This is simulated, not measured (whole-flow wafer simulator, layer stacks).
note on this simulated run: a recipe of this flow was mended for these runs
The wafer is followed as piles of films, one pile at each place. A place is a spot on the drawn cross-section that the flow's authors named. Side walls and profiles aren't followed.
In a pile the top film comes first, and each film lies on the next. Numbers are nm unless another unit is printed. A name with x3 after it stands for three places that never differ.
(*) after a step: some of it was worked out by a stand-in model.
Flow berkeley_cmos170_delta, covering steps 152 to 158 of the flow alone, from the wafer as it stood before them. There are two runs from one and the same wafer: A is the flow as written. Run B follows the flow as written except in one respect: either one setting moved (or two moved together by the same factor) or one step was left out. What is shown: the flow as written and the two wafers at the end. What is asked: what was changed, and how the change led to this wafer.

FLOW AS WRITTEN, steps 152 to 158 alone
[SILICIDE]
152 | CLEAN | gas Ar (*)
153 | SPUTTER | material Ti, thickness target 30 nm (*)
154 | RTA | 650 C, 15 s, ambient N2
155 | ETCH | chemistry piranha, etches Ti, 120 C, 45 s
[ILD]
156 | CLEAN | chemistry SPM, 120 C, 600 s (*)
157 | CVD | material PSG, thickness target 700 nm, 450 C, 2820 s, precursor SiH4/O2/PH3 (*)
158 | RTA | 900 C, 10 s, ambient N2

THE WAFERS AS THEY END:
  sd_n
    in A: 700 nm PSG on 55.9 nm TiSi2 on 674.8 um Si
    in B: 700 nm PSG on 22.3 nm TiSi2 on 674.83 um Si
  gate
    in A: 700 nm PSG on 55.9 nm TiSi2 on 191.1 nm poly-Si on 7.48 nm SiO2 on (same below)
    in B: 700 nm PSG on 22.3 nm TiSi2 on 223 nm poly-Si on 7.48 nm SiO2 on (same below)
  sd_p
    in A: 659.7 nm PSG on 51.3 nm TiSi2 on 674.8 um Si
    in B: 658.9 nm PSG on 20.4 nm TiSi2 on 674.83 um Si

Cause: step 153, SPUTTER: thickness target 12 nm was run, though the flow has thickness target 30 nm.

The path from the change to this, step by step:
  153 | SPUTTER | material Ti, thickness target 30 nm (*)
      field, sd_n, spacer_n, gate, spacer_p, gate_p, contact x2: A +30 Ti (new film) | B +12 Ti (new film)
      sd_p: A +27.5 Ti (new film) | B +11 Ti (new film)
  154 | RTA | 650 C, 15 s, ambient N2
      sd_n, contact x2: A -23.4 Ti, +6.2 TiSi first (new film), +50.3 TiSi2 C49 (new film), -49 Si | B -9.36 Ti, +23.8 TiSi2 C49 (new film), -21.2 Si
      gate, gate_p: A -23.4 Ti, +6.2 TiSi first (new film), +50.3 TiSi2 C49 (new film), -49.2 poly-Si | B -9.36 Ti, +23.8 TiSi2 C49 (new film), -21.3 poly-Si
      (as well as at 1 more place)
  155 | ETCH | chemistry piranha, etches Ti, 120 C, 45 s
      sd_n, gate, gate_p, contact x2: A -6.6 Ti (all of it), -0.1 TiSi first | B -2.64 Ti (all of it), -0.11 TiSi2 C49
      sd_p: A -6.05 Ti (all of it), -0.1 TiSi first | B -2.42 Ti (all of it), -0.11 TiSi2 C49
      (as well as at 3 more places)
  158 | RTA | 900 C, 10 s, ambient N2
      sd_n, contact x2: A under 1 film: +55.9 TiSi2 (new film), -6.09 TiSi first (all of it), -50.3 TiSi2 C49 (all of it), -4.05 Si | B under 1 film: +22.3 TiSi2 (new film), -23.7 TiSi2 C49 (all of it)
      gate, gate_p: A under 1 film: +55.9 TiSi2 (new film), -6.09 TiSi first (all of it), -50.3 TiSi2 C49 (all of it), -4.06 poly-Si | B under 1 film: +22.3 TiSi2 (new film), -23.7 TiSi2 C49 (all of it)
      (as well as at 1 more place)
